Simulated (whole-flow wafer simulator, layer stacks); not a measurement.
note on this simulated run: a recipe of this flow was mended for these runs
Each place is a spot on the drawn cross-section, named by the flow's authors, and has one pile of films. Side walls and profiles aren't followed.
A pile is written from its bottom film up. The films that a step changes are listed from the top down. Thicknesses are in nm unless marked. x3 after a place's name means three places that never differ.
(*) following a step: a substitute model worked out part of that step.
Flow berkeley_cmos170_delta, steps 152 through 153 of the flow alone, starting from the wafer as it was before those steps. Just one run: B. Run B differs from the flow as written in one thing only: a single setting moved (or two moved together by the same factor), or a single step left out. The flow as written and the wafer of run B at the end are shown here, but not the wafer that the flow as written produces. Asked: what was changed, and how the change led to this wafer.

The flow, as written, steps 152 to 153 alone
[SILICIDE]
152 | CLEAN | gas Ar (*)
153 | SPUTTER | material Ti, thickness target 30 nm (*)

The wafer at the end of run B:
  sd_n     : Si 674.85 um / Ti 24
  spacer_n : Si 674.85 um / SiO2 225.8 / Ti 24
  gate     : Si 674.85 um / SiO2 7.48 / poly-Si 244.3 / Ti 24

What caused this: step 153, SPUTTER: thickness target 24 nm was run, whereas the flow has thickness target 30 nm.
The wafer lets one read it off: sd_n has Ti 24, and step 153 as written asks for 30 nm.

How this came from the change, step by step:
  153 | SPUTTER | material Ti, thickness target 30 nm (*)
      field, sd_n, spacer_n, gate, spacer_p, gate_p, contact x2: +24 Ti (new film) (it would be, as written: +30 Ti (new film))
      sd_p: +22 Ti (new film) (it would be, as written: +27.5 Ti (new film))
